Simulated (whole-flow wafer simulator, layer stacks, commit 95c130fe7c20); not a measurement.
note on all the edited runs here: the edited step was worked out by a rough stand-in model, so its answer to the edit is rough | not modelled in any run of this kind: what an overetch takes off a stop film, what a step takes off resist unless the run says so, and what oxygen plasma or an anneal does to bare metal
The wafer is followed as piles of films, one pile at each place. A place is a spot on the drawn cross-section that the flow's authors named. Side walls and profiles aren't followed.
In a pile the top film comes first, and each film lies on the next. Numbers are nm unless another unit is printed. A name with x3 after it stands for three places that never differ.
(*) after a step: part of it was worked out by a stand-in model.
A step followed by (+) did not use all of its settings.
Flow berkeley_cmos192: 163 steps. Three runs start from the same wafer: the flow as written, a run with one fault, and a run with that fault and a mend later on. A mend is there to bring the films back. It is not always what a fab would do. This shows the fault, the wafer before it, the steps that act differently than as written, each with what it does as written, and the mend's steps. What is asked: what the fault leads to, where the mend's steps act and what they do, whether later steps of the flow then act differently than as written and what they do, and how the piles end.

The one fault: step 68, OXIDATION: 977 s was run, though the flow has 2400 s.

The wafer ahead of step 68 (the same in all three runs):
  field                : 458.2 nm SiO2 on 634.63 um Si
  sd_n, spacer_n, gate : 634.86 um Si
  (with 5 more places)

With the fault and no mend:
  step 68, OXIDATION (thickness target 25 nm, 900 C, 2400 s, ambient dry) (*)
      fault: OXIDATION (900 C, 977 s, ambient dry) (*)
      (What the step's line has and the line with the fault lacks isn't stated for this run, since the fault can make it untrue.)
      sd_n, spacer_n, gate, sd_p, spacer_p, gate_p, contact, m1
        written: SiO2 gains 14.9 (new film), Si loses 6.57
        fault: SiO2 gains 8.53 (new film), Si loses 3.75
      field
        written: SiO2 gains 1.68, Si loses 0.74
        fault: SiO2 gains 0.68, Si loses 0.3
  Later steps of the flow acting differently than as written (37 more steps, not shown, differ only slightly: by at most 2% or 0.5 nm, whichever is larger):
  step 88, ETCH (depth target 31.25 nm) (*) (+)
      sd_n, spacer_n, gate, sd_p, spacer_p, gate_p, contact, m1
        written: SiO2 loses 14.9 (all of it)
        fault: SiO2 loses 8.53 (all of it)
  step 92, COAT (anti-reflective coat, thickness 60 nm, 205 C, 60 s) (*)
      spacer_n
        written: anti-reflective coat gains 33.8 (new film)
        fault: anti-reflective coat gains 34.8 (new film)
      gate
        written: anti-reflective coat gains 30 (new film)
        fault: anti-reflective coat gains 31 (new film)
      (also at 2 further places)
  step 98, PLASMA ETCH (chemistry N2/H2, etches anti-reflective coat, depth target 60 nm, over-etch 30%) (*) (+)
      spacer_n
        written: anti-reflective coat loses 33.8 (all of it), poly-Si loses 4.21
        fault: anti-reflective coat loses 34.8 (all of it), poly-Si loses 4.13
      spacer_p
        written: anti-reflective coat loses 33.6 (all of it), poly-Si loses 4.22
        fault: anti-reflective coat loses 34.4 (all of it), poly-Si loses 4.14
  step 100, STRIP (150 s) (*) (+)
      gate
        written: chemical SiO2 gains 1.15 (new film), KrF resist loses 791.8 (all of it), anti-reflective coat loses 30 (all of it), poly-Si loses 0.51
        fault: chemical SiO2 gains 1.15 (new film), KrF resist loses 789.3 (all of it), anti-reflective coat loses 31 (all of it), poly-Si loses 0.51
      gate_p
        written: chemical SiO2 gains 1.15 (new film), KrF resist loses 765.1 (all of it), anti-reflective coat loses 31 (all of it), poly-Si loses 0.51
        fault: chemical SiO2 gains 1.15 (new film), KrF resist loses 763.3 (all of it), anti-reflective coat loses 31.7 (all of it), poly-Si loses 0.51
  When the end is reached, the piles differ only a little from the flow's at the places that both follow, at most by 2% or 0.5 nm, whichever is larger.

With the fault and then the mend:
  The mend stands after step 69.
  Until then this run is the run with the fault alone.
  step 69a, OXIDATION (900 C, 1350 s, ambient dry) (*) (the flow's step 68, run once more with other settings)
      sd_n, spacer_n, gate, sd_p, spacer_p, gate_p, contact, m1
        SiO2 gains 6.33, Si loses 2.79
      field
        SiO2 gains 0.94, Si loses 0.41
  Later steps of the flow that are run all act as written at every place that is followed, up to a difference of at most 2% or 0.5 nm, whichever is larger.
  When the end is reached, the piles differ only a little from the flow's at the places that both follow, at most by 2% or 0.5 nm, whichever is larger.
